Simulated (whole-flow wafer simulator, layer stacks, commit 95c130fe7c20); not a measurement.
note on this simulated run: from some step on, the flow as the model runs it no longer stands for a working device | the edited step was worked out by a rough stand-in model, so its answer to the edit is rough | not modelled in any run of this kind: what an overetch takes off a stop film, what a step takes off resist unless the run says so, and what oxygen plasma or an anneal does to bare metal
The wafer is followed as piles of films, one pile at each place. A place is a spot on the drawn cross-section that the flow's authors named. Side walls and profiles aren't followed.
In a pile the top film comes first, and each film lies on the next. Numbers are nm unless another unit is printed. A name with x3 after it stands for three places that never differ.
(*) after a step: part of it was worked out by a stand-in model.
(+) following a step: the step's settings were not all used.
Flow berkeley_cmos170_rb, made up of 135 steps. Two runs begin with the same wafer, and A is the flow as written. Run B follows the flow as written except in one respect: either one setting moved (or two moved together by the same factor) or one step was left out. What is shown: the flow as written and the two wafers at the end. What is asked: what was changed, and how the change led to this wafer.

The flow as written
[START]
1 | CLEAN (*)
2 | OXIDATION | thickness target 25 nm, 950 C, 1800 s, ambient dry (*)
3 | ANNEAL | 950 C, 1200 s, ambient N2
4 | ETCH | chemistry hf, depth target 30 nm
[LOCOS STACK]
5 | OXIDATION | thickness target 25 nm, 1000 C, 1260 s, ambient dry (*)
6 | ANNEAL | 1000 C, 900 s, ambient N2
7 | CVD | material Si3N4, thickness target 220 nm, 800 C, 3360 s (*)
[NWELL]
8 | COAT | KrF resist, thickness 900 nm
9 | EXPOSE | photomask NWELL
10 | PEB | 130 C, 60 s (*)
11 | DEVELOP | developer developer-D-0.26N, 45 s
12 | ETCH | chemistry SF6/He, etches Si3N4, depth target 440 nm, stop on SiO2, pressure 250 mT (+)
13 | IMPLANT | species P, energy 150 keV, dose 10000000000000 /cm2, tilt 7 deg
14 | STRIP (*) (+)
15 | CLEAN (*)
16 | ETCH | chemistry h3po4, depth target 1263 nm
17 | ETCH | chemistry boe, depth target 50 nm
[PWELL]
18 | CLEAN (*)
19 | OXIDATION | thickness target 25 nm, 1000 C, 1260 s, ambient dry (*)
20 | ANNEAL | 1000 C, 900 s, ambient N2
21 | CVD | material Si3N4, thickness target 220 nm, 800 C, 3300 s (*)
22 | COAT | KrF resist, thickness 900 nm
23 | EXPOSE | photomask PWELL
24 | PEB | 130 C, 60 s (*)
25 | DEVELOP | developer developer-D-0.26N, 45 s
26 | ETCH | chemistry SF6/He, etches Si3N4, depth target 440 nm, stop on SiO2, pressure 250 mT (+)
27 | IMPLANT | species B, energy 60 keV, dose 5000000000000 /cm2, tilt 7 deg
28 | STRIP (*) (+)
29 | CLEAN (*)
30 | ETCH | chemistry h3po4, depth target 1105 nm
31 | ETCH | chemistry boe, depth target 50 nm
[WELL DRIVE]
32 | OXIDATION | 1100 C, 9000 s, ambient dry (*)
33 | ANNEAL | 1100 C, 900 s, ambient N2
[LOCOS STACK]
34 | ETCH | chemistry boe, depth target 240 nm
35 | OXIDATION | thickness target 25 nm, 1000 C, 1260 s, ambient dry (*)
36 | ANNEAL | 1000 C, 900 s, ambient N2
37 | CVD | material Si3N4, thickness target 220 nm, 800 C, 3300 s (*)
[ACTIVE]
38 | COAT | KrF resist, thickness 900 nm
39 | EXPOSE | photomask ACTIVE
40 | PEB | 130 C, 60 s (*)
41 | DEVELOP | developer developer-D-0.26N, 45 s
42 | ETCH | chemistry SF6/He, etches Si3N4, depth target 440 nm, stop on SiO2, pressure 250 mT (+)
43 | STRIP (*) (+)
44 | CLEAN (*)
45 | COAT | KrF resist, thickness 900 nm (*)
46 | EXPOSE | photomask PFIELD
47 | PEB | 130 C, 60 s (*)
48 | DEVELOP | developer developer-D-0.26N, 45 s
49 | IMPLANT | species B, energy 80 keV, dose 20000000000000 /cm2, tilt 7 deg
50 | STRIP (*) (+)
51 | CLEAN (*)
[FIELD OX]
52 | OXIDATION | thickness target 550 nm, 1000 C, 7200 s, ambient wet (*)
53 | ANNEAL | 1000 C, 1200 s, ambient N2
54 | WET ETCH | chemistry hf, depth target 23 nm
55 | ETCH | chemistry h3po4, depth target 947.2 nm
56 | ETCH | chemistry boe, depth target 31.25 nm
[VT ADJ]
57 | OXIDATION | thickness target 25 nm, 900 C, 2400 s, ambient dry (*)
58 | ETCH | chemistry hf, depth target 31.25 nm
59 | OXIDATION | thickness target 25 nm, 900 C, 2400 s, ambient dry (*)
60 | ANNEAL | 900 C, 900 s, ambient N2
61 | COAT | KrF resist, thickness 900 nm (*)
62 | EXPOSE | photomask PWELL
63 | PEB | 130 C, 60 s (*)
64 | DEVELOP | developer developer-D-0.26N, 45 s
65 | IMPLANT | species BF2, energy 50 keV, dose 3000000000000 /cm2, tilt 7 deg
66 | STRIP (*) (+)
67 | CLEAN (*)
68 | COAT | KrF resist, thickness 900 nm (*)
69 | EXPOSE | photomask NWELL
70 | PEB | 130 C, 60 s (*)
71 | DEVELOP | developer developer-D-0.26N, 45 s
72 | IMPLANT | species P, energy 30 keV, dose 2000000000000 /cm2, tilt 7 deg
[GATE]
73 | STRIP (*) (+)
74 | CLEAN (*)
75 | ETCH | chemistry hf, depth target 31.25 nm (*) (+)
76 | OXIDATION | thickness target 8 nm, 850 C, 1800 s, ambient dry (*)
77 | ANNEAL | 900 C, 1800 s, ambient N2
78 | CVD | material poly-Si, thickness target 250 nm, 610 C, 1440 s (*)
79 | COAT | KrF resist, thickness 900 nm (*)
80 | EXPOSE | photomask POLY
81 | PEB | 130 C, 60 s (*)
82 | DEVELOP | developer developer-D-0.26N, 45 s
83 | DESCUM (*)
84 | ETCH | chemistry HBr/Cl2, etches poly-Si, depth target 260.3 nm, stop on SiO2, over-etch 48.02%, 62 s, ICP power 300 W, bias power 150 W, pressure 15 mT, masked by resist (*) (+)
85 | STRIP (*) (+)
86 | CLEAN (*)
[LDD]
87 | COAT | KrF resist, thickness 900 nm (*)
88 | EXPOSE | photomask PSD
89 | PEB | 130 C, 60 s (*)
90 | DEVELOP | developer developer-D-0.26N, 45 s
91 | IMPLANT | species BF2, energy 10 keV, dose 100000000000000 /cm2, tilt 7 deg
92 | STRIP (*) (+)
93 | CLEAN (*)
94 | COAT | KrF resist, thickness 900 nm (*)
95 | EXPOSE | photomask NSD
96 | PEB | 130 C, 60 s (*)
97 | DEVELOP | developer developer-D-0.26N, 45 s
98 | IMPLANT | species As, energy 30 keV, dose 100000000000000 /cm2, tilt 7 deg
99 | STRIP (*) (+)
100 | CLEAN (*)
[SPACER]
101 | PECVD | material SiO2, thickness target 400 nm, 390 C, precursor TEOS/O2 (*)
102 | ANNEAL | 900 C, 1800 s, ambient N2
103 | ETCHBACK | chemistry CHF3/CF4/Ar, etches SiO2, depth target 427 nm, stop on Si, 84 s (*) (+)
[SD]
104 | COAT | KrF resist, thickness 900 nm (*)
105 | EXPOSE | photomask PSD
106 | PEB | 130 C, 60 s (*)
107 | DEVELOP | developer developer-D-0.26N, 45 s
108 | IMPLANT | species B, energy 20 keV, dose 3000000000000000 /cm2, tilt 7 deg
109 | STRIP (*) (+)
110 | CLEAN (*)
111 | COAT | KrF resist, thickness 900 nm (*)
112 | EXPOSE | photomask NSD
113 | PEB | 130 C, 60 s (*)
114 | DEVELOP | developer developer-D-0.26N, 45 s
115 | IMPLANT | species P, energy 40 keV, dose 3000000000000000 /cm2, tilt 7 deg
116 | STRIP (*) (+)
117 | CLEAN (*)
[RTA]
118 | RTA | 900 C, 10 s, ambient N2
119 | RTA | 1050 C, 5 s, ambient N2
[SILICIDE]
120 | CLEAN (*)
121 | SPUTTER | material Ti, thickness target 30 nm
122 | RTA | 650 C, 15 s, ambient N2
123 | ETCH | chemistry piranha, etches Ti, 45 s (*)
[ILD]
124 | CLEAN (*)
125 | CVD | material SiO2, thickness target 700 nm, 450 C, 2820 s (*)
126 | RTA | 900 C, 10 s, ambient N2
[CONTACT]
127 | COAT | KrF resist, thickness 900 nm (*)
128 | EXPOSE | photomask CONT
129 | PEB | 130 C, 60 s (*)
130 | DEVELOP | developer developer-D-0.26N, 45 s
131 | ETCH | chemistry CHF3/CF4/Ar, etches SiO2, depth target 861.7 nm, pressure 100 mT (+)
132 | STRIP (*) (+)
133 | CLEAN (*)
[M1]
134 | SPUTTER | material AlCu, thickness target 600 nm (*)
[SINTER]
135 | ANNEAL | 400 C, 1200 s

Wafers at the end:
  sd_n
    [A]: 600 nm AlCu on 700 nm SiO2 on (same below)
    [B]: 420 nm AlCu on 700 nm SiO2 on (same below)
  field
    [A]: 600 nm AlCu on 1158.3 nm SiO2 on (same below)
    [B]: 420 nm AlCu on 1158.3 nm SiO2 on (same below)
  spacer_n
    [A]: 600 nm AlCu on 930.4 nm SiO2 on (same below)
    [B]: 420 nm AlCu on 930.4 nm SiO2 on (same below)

Cause: step 134, SPUTTER: thickness target 420 nm was run, whereas the flow has thickness target 600 nm.
The wafer itself shows it: sd_n has AlCu 420, and step 134 as written asks for 600 nm.

How this came from the change, step by step:
  134 | SPUTTER | material AlCu, thickness target 600 nm (*)
      field, sd_n, spacer_n, gate, spacer_p, gate_p, m1: A +600 AlCu (new film) | B +420 AlCu (new film)
      sd_p: A +545.9 AlCu (new film) | B +376.6 AlCu (new film)
      (as well as at 1 more place)
